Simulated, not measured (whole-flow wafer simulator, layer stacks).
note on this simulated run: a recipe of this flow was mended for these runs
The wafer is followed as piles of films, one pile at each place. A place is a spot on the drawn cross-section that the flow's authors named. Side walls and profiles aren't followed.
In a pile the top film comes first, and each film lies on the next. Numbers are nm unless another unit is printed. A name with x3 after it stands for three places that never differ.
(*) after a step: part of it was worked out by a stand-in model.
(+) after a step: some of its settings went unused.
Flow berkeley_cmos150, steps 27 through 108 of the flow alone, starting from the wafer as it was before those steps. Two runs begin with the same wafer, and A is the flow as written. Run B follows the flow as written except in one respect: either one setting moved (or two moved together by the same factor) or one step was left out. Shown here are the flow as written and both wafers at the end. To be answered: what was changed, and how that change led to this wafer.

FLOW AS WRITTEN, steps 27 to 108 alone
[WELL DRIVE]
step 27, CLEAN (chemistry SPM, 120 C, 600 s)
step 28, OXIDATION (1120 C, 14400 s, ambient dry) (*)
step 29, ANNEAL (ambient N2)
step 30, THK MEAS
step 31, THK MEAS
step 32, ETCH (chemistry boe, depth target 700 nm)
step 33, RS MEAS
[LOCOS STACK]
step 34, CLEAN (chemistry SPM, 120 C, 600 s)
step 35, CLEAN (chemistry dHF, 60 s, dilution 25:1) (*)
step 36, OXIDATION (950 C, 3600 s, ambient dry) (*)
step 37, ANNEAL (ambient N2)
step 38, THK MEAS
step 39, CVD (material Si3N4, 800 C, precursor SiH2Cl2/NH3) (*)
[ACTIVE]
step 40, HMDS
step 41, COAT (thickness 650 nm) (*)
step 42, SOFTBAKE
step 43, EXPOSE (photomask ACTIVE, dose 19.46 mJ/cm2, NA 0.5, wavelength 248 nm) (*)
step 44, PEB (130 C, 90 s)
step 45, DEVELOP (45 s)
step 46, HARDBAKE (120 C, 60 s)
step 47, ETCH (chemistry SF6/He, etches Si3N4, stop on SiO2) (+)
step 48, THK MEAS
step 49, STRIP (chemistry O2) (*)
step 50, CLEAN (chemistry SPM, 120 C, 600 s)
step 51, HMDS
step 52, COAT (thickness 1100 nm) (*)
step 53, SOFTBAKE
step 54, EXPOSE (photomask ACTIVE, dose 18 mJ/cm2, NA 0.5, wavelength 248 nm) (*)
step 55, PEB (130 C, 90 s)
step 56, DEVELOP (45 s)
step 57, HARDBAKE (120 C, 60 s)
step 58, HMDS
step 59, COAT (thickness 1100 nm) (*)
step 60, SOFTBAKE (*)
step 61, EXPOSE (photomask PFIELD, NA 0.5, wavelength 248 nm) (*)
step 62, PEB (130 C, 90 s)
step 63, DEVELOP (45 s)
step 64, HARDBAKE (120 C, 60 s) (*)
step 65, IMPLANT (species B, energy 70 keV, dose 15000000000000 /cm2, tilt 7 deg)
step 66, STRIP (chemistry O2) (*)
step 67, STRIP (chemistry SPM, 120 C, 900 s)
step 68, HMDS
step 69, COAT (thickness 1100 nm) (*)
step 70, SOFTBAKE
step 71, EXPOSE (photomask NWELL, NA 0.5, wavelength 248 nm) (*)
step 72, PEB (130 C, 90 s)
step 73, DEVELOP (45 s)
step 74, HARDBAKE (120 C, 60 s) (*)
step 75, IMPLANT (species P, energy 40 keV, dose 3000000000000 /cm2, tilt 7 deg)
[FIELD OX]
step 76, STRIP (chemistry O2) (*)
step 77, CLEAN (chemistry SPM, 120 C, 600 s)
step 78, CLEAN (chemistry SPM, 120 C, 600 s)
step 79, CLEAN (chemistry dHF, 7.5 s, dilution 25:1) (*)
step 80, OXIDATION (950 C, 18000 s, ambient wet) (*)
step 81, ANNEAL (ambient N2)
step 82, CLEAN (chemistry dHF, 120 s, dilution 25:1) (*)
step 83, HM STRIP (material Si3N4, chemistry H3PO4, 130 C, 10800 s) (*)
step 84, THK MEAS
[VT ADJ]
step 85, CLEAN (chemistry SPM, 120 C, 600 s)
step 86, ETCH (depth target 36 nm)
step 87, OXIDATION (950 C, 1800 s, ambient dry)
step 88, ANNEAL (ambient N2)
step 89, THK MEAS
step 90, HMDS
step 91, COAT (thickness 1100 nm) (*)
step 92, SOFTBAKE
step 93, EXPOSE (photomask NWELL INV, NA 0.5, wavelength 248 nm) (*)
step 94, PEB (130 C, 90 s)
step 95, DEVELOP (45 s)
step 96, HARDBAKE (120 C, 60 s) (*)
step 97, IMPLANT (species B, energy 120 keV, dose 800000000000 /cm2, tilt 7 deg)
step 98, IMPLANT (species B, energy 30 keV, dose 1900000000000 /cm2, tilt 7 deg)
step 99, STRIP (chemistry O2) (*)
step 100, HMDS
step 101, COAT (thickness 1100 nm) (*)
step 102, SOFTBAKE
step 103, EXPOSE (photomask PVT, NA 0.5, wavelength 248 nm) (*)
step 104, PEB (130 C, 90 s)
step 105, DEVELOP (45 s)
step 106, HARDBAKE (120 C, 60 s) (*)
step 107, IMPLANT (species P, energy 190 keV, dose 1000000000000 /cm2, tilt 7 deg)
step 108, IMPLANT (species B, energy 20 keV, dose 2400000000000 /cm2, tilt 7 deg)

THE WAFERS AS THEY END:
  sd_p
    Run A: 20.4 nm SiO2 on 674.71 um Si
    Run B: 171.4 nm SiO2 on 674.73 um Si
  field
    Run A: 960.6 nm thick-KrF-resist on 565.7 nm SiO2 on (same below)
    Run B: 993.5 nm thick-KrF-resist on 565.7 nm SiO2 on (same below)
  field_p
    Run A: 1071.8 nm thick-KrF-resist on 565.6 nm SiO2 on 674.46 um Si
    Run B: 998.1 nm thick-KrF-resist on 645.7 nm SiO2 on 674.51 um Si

Cause: step 32, ETCH: depth target 350 nm was run, whereas the flow has depth target 700 nm.

Step by step, how the change led to this:
  step 32, ETCH (chemistry boe, depth target 700 nm)
      field_p, sd_p, gate_p: A -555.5 SiO2 (all of it) | B -350 SiO2
  step 34, CLEAN (chemistry SPM, 120 C, 600 s)
      field_p, sd_p, gate_p: A +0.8 chemical SiO2 (new film), -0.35 Si | B nothing
  step 35, CLEAN (chemistry dHF, 60 s, dilution 25:1) (*)
      field_p, sd_p, gate_p: A -0.8 chemical SiO2 (all of it) | B -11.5 SiO2
  step 36, OXIDATION (950 C, 3600 s, ambient dry) (*)
      field_p, sd_p, gate_p: A +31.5 SiO2 (new film), -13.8 Si | B +9.87 SiO2, -4.34 Si
  step 41, COAT (thickness 650 nm) (*)
      field: A +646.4 KrF-resist (new film) | B +662.3 KrF-resist (new film)
      field_p: A +715.2 KrF-resist (new film) | B +626.1 KrF-resist (new film)
      (and at 3 other places as well)
  step 45, DEVELOP (45 s)
      field: A -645 KrF-resist (all of it) | B -660.8 KrF-resist (all of it)
      field_p: A -713.6 KrF-resist (all of it) | B -624.7 KrF-resist (all of it)
  step 46, HARDBAKE (120 C, 60 s)
      sd_n: A -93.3 KrF-resist | B -96.7 KrF-resist
      sd_p: A -102.4 KrF-resist | B -93.2 KrF-resist
      (and at 1 other place as well)
  step 49, STRIP (chemistry O2) (*)
      sd_n: A -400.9 KrF-resist (all of it) | B -420.1 KrF-resist (all of it)
      sd_p: A -452.2 KrF-resist (all of it) | B -400.6 KrF-resist (all of it)
      (and at 2 other places as well)
  step 52, COAT (thickness 1100 nm) (*)
      field: A +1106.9 thick-KrF-resist (new film) | B +1147.2 thick-KrF-resist (new film)
      field_p: A +1219.5 thick-KrF-resist (new film) | B +1106.5 thick-KrF-resist (new film)
      (and at 3 other places as well)
  step 56, DEVELOP (45 s)
      field: A -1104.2 thick-KrF-resist (all of it) | B -1144.5 thick-KrF-resist (all of it)
      field_p: A -1216.4 thick-KrF-resist (all of it) | B -1103.8 thick-KrF-resist (all of it)
  step 57, HARDBAKE (120 C, 60 s)
      sd_n: A -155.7 thick-KrF-resist | B -159.4 thick-KrF-resist
      sd_p: A -169.9 thick-KrF-resist | B -155.7 thick-KrF-resist
      (and at 1 other place as well)
  step 59, COAT (thickness 1100 nm) (*)
      field: A +1375.8 thick-KrF-resist (new film) | B +1410.7 thick-KrF-resist (new film)
      field_p: A +1495 thick-KrF-resist (new film) | B +1371.6 thick-KrF-resist (new film)
      (and at 2 other places as well)
  step 63, DEVELOP (45 s)
      field: A -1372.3 thick-KrF-resist (all of it) | B -1407.1 thick-KrF-resist (all of it)
  step 66, STRIP (chemistry O2) (*)
      field_p: A -1477.9 thick-KrF-resist (all of it) | B -1354.8 thick-KrF-resist (all of it)
      sd_p: A -1563.6 thick-KrF-resist (all of it) | B -1449.1 thick-KrF-resist (all of it)
      (and at 1 other place as well)
  step 69, COAT (thickness 1100 nm) (*)
      field: A +1106.9 thick-KrF-resist (new film) | B +1147.2 thick-KrF-resist (new film)
      field_p: A +1219.5 thick-KrF-resist (new film) | B +1106.5 thick-KrF-resist (new film)
      (and at 3 other places as well)
  step 73, DEVELOP (45 s)
      field_p: A -1216.4 thick-KrF-resist (all of it) | B -1103.8 thick-KrF-resist (all of it)
      sd_p: A -1108.9 thick-KrF-resist (all of it) | B -1017 thick-KrF-resist (all of it)
      (and at 1 other place as well)
  ... 8 other steps ...
  step 105, DEVELOP (45 s)
      sd_p: A -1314 thick-KrF-resist (all of it) | B -1224.4 thick-KrF-resist (all of it)
      gate_p: A -1288.3 thick-KrF-resist (all of it) | B -1205.3 thick-KrF-resist (all of it)
